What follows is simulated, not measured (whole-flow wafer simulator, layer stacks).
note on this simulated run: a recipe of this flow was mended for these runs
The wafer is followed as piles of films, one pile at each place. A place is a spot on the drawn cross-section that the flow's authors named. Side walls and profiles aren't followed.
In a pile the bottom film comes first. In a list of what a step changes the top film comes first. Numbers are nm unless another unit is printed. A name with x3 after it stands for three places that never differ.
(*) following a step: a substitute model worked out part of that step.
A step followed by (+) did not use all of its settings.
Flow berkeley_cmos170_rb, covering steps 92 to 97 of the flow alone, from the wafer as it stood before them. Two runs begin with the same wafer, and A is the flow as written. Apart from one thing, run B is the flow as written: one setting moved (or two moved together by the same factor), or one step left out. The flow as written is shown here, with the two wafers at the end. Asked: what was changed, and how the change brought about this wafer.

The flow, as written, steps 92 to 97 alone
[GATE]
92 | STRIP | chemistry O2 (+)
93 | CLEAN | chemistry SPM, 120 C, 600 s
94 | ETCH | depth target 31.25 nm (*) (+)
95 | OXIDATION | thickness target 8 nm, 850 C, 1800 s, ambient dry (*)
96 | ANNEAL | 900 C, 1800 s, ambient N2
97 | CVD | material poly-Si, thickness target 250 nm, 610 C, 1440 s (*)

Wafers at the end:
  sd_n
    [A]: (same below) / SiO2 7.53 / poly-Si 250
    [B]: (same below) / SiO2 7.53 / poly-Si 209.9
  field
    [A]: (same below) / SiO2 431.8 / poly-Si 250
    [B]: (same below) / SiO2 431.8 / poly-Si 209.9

The reason: step 97, CVD: 1210 s was run, while the flow as written has 1440 s.

Step by step, how the change led to this:
  97 | CVD | material poly-Si, thickness target 250 nm, 610 C, 1440 s (*)
      field, sd_n, spacer_n, gate, sd_p, spacer_p x2, contact, m1: A poly-Si gains 250 (new film) | B poly-Si gains 209.9 (new film)
